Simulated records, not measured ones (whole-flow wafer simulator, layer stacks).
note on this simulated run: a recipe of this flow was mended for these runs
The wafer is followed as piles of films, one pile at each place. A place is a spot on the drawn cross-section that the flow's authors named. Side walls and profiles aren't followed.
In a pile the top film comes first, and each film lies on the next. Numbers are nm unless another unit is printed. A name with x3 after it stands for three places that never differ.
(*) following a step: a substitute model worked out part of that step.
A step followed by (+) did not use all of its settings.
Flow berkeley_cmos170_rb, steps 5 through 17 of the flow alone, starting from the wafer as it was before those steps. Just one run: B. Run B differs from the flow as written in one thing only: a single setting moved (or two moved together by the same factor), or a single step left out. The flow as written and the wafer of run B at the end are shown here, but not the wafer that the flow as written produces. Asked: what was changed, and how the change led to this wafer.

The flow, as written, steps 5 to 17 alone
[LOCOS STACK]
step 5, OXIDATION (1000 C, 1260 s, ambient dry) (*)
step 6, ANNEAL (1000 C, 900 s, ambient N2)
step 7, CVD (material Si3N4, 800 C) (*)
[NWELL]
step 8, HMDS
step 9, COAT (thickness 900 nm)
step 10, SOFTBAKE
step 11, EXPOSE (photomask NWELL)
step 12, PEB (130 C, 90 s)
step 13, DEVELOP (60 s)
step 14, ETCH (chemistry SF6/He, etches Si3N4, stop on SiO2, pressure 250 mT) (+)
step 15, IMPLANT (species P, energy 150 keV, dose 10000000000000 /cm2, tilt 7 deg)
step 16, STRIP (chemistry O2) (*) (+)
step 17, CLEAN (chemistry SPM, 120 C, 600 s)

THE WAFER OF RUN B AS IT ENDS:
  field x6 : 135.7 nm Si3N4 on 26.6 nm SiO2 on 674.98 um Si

What caused this: step 7, CVD: 768 C was run, though the flow has 800 C.

Step by step, how the change led to this:
  step 7, CVD (material Si3N4, 800 C) (*)
      field x6, sd_p x3: Si3N4 gains 135.7 (new film) (it would be, as written: Si3N4 gains 220 (new film))
  step 14, ETCH (chemistry SF6/He, etches Si3N4, stop on SiO2, pressure 250 mT) (+)
      field x6: KrF-resist loses 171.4 (it would be, as written: KrF-resist loses 263)
      sd_p x3: Si3N4 loses 135.7 (all of it), SiO2 loses 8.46 (it would be, as written: Si3N4 loses 220 (all of it), SiO2 loses 8.46)
  step 16, STRIP (chemistry O2) (*) (+)
      field x6: KrF-resist loses 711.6 (all of it) (it would be, as written: KrF-resist loses 620 (all of it))
